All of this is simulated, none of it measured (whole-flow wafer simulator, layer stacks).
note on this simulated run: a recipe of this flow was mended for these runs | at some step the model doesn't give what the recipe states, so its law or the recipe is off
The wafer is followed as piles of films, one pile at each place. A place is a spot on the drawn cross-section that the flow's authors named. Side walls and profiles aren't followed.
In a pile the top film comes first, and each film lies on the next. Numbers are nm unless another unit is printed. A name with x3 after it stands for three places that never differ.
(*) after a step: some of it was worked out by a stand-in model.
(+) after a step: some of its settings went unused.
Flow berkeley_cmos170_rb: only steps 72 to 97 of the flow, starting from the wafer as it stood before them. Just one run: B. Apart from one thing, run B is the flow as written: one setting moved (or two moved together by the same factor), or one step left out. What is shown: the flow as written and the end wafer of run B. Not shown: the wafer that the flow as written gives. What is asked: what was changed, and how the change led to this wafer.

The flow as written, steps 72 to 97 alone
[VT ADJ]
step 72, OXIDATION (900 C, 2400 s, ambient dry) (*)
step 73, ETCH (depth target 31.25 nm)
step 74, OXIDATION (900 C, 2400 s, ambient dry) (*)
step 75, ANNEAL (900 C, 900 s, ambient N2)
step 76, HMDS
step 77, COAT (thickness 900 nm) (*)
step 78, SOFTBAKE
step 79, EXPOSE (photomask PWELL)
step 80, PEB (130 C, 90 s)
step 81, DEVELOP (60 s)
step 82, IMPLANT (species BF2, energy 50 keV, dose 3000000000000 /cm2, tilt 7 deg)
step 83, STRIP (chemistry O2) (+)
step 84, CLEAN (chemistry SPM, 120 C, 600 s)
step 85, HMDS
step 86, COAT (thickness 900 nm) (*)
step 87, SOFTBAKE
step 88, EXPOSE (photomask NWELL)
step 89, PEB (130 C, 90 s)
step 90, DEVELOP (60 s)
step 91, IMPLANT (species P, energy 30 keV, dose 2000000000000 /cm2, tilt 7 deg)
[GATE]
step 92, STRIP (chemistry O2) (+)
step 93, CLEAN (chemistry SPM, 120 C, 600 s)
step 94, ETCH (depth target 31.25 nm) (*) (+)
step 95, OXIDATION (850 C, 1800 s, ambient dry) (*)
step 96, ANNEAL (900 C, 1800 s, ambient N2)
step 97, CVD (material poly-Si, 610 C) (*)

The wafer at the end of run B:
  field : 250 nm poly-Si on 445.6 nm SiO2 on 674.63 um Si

Cause: step 73, ETCH: depth target 17.41 nm was run, though the flow has depth target 31.25 nm.

How this came from the change, step by step:
  step 73, ETCH (depth target 31.25 nm)
      field: -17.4 SiO2 (as written it would have been: -31.2 SiO2)
